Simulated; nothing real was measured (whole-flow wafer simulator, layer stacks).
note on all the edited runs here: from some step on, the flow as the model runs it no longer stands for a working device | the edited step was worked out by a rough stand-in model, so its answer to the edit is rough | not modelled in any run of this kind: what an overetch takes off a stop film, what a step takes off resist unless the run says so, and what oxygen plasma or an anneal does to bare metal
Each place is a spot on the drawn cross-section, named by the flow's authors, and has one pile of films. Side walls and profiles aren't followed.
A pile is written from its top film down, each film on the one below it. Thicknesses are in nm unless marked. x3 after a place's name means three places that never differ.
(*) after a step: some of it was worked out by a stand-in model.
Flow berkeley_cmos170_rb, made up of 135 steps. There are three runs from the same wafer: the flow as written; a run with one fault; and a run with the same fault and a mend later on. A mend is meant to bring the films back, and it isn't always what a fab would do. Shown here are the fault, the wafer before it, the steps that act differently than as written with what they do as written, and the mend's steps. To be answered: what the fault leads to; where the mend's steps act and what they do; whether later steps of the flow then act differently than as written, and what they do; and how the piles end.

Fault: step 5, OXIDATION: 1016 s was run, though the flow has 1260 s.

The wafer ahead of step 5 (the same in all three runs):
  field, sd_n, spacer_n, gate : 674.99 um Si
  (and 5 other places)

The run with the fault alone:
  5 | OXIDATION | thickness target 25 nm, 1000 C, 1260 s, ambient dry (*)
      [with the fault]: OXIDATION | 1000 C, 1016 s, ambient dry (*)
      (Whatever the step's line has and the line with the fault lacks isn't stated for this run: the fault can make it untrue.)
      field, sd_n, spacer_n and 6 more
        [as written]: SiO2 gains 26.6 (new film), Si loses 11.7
        [with the fault]: SiO2 gains 23.7 (new film), Si loses 10.4
  Steps further on in the flow that do not act as written:
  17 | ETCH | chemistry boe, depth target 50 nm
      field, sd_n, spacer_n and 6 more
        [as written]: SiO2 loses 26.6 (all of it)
        [with the fault]: SiO2 loses 23.7 (all of it)
  The piles end only slightly different from the flow's at the places that both follow, by no more than 2% or 0.5 nm, whichever is larger.

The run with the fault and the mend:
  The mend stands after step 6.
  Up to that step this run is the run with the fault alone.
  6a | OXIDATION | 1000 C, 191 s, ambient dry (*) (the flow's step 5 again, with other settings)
      field, sd_n, spacer_n and 6 more
        SiO2 gains 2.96, Si loses 1.3
  Every later step of the flow that is run acts as written at every place that is followed.
  At every place that both follow, the piles at the end match the flow's.
